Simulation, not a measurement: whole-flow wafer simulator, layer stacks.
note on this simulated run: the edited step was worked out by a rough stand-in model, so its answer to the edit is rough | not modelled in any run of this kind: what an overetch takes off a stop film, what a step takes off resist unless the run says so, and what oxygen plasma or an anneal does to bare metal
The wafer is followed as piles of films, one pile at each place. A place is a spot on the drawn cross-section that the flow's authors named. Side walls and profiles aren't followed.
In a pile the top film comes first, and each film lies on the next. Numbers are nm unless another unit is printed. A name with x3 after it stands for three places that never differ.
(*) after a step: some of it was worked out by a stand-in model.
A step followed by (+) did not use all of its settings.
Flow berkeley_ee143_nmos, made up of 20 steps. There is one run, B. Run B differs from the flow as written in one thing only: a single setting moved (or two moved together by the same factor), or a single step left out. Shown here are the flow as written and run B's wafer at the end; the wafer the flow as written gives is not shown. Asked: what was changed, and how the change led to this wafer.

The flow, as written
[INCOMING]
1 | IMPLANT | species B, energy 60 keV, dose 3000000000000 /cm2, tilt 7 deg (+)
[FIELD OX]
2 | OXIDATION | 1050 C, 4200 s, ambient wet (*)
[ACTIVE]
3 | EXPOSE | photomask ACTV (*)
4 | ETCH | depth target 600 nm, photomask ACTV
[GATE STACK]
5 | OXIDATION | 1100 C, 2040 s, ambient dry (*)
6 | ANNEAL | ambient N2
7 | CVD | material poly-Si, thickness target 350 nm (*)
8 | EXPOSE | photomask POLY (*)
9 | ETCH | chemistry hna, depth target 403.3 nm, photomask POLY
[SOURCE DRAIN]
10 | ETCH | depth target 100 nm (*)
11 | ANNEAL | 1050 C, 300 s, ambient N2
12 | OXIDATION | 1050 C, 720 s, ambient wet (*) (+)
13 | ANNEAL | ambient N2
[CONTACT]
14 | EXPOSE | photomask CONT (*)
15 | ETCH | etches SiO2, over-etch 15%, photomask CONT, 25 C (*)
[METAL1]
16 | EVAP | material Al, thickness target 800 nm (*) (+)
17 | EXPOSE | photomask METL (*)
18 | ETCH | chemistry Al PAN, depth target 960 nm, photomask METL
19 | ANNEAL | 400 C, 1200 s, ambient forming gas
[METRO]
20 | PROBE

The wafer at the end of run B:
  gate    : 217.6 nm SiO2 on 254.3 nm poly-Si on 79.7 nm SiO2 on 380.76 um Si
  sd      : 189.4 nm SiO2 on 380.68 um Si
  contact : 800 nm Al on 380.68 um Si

Cause: step 2, OXIDATION: 3066 s was run, though the flow has 4200 s.

How this came from the change, step by step:
  2 | OXIDATION | 1050 C, 4200 s, ambient wet (*)
      gate, sd, contact, field: +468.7 SiO2 (new film), -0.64 chemical SiO2 (all of it), -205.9 Si (as written it would have been: +566.4 SiO2 (new film), -0.64 chemical SiO2 (all of it), -248.9 Si)
  4 | ETCH | depth target 600 nm, photomask ACTV
      gate, sd, contact: -468.7 SiO2 (all of it) (as written it would have been: -566.4 SiO2 (all of it))
  5 | OXIDATION | 1100 C, 2040 s, ambient dry (*)
      field: +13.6 SiO2, -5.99 Si (as written it would have been: +11.6 SiO2, -5.1 Si)
  12 | OXIDATION | 1050 C, 720 s, ambient wet (*) (+)
      field: +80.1 SiO2, -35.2 Si (as written it would have been: +69.1 SiO2, -30.4 Si)
